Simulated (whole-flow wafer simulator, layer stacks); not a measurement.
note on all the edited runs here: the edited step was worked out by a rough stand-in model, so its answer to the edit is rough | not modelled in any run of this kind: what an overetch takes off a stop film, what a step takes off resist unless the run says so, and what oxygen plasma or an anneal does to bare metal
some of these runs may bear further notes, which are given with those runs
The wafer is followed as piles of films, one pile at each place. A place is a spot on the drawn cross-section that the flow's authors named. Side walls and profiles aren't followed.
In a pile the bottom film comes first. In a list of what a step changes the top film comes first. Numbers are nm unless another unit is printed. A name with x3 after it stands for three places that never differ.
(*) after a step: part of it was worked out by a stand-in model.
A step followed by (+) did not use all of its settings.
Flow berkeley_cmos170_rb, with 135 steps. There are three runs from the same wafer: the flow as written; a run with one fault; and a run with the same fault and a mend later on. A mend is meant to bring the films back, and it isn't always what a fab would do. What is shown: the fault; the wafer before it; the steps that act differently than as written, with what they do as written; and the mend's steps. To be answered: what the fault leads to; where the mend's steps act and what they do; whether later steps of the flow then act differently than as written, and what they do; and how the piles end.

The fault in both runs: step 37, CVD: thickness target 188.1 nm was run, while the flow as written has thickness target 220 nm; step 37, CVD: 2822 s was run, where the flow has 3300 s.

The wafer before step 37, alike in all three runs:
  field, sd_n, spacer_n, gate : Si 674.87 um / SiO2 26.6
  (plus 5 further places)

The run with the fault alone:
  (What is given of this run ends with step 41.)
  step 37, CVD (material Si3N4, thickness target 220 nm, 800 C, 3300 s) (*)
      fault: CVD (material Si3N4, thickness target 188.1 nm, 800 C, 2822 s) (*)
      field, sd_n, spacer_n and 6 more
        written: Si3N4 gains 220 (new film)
        fault: Si3N4 gains 188.1 (new film)
  Every later step of the flow up to step 41 that is run acts as written at every place that is followed.
  Once step 41 is done, the piles at field, sd_n, spacer_n and 6 more depart from the flow's by more than 2% or 0.5 nm, whichever is larger.
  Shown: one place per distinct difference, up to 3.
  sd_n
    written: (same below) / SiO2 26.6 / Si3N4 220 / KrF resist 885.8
    fault: (same below) / SiO2 26.6 / Si3N4 188.1 / KrF resist 885.8
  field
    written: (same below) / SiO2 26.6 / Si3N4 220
    fault: (same below) / SiO2 26.6 / Si3N4 188.1

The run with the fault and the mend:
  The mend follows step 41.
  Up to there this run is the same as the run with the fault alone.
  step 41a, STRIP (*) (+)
      sd_n, spacer_n, gate, sd_p, spacer_p, gate_p, contact, m1
        KrF resist loses 885.8 (all of it)
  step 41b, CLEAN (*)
      leaves every film unchanged at each place that is followed
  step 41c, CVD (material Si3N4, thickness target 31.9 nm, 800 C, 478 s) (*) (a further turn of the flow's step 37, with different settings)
      field, sd_n, spacer_n and 6 more
        Si3N4 gains 31.9
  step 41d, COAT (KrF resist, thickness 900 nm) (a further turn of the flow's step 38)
      field, sd_n, spacer_n and 6 more
        KrF resist gains 900 (new film)
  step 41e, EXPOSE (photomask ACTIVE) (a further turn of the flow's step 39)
      leaves every film unchanged at each place that is followed
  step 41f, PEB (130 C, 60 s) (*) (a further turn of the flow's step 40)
      leaves every film unchanged at each place that is followed
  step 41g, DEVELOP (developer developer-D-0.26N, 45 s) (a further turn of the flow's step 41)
      sd_n, spacer_n, gate, sd_p, spacer_p, gate_p, contact, m1
        KrF resist loses 14.2
      field
        KrF resist loses 900 (all of it)
  Every later step of the flow that is run acts as written at every place that is followed.
  The piles end the same as the flow's at every place that both follow.
